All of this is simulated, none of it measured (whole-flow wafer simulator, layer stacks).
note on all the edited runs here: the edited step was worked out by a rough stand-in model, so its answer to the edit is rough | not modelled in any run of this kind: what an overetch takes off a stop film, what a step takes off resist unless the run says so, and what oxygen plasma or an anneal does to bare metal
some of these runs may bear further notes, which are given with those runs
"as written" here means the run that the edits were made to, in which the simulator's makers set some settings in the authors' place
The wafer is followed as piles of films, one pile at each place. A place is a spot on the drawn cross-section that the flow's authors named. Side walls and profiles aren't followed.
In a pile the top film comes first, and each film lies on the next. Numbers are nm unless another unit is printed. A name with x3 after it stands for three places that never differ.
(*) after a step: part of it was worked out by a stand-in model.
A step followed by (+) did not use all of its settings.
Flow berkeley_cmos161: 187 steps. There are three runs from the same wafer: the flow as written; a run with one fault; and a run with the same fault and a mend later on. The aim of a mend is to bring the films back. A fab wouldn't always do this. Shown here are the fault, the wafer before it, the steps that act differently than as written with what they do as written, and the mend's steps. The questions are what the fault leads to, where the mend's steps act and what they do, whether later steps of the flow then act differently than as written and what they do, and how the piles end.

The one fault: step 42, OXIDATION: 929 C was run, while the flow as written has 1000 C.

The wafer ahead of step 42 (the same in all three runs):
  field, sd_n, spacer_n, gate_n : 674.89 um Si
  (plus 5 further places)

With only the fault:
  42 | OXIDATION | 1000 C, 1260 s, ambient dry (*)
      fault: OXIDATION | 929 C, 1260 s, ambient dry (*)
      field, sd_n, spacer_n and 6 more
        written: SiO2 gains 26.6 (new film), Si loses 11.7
        fault: SiO2 gains 13.1 (new film), Si loses 5.75
  Steps further on in the flow that do not act as written (47 more steps, not shown, differ only slightly: by at most 2% or 0.5 nm, whichever is larger):
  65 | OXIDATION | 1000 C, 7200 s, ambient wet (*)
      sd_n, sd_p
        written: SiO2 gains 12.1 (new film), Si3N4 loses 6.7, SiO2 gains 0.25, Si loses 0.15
        fault: SiO2 gains 12.1 (new film), Si3N4 loses 6.7
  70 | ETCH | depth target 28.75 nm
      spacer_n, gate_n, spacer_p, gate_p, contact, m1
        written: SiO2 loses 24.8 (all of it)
        fault: SiO2 loses 11.3 (all of it)
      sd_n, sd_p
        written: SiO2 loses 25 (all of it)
        fault: SiO2 loses 11.3 (all of it)
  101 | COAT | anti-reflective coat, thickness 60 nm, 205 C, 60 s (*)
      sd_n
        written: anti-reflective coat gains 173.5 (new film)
        fault: anti-reflective coat gains 166.2 (new film)
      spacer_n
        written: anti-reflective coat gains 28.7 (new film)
        fault: anti-reflective coat gains 30.9 (new film)
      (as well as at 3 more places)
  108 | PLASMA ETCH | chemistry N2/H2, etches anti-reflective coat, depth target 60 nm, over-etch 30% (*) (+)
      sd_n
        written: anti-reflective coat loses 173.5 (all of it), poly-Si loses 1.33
        fault: anti-reflective coat loses 166.2 (all of it), poly-Si loses 1.28
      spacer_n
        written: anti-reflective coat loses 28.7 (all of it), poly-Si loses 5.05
        fault: anti-reflective coat loses 30.9 (all of it), poly-Si loses 4.75
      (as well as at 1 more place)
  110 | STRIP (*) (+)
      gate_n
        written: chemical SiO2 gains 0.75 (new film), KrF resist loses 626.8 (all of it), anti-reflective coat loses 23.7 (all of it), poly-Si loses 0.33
        fault: chemical SiO2 gains 0.75 (new film), KrF resist loses 621.2 (all of it), anti-reflective coat loses 25.4 (all of it), poly-Si loses 0.33
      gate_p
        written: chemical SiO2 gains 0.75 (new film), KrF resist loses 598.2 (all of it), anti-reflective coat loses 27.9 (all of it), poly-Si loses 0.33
        fault: chemical SiO2 gains 0.75 (new film), KrF resist loses 594.9 (all of it), anti-reflective coat loses 28.9 (all of it), poly-Si loses 0.33
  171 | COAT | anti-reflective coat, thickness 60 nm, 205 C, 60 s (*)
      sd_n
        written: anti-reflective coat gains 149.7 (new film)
        fault: anti-reflective coat gains 142.8 (new film)
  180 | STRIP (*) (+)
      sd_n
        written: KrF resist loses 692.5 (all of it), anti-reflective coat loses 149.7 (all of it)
        fault: KrF resist loses 693.6 (all of it), anti-reflective coat loses 142.8 (all of it)
  At the end the piles are close to the flow's at the places that both follow, differing by at most 2% or 0.5 nm, whichever is larger.

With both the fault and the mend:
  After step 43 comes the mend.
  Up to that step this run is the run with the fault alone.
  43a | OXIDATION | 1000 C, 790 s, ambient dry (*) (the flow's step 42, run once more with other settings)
      field, sd_n, spacer_n and 6 more
        SiO2 gains 13.5, Si loses 5.94
  None of the later steps of the flow differs from how it acts as written, at any place that is followed, by more than 2% or 0.5 nm, whichever is larger.
  The piles end the same as the flow's at every place that both follow.
